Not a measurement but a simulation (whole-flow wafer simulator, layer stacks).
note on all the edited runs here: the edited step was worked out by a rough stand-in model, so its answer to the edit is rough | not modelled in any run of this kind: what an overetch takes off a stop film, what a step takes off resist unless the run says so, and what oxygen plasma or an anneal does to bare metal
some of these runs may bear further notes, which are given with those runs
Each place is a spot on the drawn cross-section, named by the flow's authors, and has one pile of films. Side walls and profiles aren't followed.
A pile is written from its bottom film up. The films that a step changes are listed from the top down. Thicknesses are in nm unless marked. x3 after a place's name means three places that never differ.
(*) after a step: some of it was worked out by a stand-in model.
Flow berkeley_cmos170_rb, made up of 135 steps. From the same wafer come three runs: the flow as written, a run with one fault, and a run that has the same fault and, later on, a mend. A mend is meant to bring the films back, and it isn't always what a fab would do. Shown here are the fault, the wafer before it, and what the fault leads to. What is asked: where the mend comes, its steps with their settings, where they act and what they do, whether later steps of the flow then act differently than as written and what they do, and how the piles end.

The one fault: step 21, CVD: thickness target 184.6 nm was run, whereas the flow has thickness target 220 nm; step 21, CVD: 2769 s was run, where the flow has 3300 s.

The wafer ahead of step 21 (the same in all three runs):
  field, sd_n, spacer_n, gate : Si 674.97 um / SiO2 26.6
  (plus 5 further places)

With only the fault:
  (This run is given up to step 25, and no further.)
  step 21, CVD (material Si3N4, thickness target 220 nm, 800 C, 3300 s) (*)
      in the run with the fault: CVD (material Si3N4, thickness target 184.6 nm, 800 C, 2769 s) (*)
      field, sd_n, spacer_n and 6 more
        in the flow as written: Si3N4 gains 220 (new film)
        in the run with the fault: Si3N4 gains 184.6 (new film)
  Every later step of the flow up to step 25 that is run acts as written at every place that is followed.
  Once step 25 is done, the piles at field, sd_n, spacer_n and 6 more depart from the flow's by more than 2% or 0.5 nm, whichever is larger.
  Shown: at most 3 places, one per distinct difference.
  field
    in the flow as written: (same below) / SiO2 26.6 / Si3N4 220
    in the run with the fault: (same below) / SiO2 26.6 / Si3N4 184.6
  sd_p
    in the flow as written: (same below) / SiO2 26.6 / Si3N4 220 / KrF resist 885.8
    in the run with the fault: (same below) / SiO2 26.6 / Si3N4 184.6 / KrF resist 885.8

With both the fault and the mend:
  After step 21 comes the mend.
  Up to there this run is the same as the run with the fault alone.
  step 21a, CVD (material Si3N4, thickness target 35.42 nm, 800 C, 531 s) (*) (the flow's step 21 again, with other settings)
      field, sd_n, spacer_n and 6 more
        Si3N4 gains 35.4
  Every later step of the flow that is run acts as written at every place that is followed.
  The piles end the same as the flow's at every place that both follow.
